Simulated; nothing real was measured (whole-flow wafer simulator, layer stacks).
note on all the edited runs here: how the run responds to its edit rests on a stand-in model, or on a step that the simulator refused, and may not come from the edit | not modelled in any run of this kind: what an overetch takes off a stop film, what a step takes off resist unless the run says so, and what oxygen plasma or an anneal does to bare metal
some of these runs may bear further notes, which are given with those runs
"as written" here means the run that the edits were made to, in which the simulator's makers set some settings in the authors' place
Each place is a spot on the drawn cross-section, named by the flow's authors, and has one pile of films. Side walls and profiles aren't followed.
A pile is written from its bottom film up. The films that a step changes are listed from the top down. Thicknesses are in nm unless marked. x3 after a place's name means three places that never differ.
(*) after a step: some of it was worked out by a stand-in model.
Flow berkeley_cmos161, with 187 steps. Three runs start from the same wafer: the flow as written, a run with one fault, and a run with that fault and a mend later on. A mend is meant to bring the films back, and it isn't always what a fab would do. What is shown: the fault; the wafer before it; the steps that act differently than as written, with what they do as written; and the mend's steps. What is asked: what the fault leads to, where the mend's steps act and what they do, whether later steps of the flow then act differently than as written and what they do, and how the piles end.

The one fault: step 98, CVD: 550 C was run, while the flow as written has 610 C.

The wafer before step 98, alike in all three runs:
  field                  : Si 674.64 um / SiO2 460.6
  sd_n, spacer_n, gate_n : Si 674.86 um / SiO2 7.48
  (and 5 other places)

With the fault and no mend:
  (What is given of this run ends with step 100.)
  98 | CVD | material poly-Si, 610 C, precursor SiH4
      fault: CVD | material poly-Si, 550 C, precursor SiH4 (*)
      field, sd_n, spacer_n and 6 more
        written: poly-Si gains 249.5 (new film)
        fault: poly-Si gains 62.2 (new film)
  None of the later steps of the flow up to step 100 acts differently than as written at any place that is followed.
  The piles after step 100 differ from the flow's at field, sd_n, spacer_n and 6 more by more than 2% or 0.5 nm, whichever is larger.
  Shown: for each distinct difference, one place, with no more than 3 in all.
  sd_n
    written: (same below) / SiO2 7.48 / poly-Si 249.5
    fault: (same below) / SiO2 7.48 / poly-Si 62.2
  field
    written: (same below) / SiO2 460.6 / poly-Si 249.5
    fault: (same below) / SiO2 460.6 / poly-Si 62.2

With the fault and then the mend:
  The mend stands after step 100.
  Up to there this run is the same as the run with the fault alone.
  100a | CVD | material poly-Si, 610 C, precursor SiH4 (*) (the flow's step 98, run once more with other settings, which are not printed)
      field, sd_n, spacer_n and 6 more
        poly-Si gains 187
  None of the later steps of the flow differs from how it acts as written, at any place that is followed, by more than 2% or 0.5 nm, whichever is larger.
  The piles end only slightly different from the flow's at the places that both follow, by no more than 2% or 0.5 nm, whichever is larger.
